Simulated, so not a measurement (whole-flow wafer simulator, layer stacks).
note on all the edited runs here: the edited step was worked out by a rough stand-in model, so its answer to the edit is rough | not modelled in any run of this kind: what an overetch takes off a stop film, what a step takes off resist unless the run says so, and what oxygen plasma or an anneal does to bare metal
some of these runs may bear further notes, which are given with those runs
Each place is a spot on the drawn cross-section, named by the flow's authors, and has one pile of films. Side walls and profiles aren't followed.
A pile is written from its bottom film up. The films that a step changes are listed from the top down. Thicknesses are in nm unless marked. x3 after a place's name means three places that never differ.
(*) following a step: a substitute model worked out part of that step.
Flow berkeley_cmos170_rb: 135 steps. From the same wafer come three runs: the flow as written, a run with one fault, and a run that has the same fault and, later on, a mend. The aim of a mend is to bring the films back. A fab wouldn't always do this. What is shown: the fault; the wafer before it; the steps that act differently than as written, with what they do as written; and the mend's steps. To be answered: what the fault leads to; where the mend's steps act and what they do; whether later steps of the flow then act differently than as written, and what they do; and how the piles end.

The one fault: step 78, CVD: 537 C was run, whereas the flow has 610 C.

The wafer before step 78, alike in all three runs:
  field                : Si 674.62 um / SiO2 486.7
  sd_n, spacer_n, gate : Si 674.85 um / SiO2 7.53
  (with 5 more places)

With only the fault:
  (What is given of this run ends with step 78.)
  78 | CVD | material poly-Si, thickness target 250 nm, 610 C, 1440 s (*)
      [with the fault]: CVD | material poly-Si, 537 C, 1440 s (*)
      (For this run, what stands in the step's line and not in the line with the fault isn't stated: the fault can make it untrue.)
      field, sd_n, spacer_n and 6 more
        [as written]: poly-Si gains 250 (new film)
        [with the fault]: poly-Si gains 42.3 (new film)
  After step 78, at field, sd_n, spacer_n and 6 more, the piles differ from the flow's by more than 2% or 0.5 nm, whichever is larger.
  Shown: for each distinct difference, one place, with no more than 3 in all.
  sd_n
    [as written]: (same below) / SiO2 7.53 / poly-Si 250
    [with the fault]: (same below) / SiO2 7.53 / poly-Si 42.3
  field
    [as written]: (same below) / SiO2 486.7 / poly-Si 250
    [with the fault]: (same below) / SiO2 486.7 / poly-Si 42.3

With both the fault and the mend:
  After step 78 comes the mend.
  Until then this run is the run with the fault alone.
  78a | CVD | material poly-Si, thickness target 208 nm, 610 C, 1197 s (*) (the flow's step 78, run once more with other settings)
      field, sd_n, spacer_n and 6 more
        poly-Si gains 208
  None of the later steps of the flow differs from how it acts as written, at any place that is followed, by more than 2% or 0.5 nm, whichever is larger.
  The piles end only slightly different from the flow's at the places that both follow, by no more than 2% or 0.5 nm, whichever is larger.
